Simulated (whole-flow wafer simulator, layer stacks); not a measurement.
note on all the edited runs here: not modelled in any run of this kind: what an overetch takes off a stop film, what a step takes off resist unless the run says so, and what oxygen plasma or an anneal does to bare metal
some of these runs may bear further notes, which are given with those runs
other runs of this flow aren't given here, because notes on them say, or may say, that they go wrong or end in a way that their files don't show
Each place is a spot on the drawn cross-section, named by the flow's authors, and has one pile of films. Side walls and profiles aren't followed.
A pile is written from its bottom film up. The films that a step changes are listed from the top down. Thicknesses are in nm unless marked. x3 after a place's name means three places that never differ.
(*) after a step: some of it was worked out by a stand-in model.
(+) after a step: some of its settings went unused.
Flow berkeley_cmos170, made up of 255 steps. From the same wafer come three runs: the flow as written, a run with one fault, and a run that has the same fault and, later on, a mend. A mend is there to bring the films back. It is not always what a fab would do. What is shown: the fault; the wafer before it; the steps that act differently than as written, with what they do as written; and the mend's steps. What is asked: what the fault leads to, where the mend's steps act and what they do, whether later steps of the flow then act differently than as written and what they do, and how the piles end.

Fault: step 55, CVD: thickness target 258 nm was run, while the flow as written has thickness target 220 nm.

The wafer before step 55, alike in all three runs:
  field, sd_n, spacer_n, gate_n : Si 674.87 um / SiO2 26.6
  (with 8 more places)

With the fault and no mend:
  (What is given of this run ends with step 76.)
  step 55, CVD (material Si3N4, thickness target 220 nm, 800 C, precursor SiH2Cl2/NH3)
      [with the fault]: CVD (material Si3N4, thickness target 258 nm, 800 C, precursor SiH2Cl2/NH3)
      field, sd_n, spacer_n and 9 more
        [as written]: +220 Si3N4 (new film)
        [with the fault]: +258 Si3N4 (new film)
  Steps later in the flow that act otherwise than as written (2 more steps, not shown, differ only slightly: by at most 2% or 0.5 nm, whichever is larger):
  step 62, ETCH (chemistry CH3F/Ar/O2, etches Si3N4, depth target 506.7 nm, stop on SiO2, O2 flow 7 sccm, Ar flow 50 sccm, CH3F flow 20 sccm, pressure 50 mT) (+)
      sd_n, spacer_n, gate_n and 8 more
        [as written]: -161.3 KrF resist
        [with the fault]: -186.7 KrF resist
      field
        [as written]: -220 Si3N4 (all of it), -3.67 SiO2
        [with the fault]: -258 Si3N4 (all of it), -3.67 SiO2
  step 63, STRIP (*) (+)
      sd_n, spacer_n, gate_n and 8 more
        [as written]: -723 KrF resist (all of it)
        [with the fault]: -697.7 KrF resist (all of it)
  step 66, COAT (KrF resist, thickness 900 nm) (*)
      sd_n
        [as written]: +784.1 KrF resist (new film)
        [with the fault]: +765.6 KrF resist (new film)
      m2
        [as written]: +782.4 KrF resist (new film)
        [with the fault]: +763.2 KrF resist (new film)
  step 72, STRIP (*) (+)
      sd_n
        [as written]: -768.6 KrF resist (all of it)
        [with the fault]: -750.2 KrF resist (all of it)
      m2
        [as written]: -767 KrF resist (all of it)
        [with the fault]: -747.8 KrF resist (all of it)
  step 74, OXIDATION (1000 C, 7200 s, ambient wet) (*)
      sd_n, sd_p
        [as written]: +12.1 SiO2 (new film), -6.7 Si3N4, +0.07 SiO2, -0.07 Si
        [with the fault]: +12.1 SiO2 (new film), -6.7 Si3N4
  After step 76, at sd_n, spacer_n, gate_n and 8 more, the piles differ from the flow's by more than 2% or 0.5 nm, whichever is larger.
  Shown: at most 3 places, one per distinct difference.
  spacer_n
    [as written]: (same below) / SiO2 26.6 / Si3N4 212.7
    [with the fault]: (same below) / SiO2 26.6 / Si3N4 250.8
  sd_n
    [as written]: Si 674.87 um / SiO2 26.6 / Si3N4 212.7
    [with the fault]: Si 674.87 um / SiO2 26.6 / Si3N4 250.8

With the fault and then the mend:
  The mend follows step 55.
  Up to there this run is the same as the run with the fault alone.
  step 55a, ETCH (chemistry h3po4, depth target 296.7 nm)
      field, sd_n, spacer_n and 9 more
        -258 Si3N4 (all of it)
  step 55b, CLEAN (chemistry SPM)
      alters no film at any place that is followed
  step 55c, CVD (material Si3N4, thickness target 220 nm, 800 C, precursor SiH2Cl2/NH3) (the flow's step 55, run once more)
      field, sd_n, spacer_n and 9 more
        +220 Si3N4 (new film)
  None of the later steps of the flow acts differently than as written at any place that is followed.
  The piles end the same as the flow's at every place that both follow.
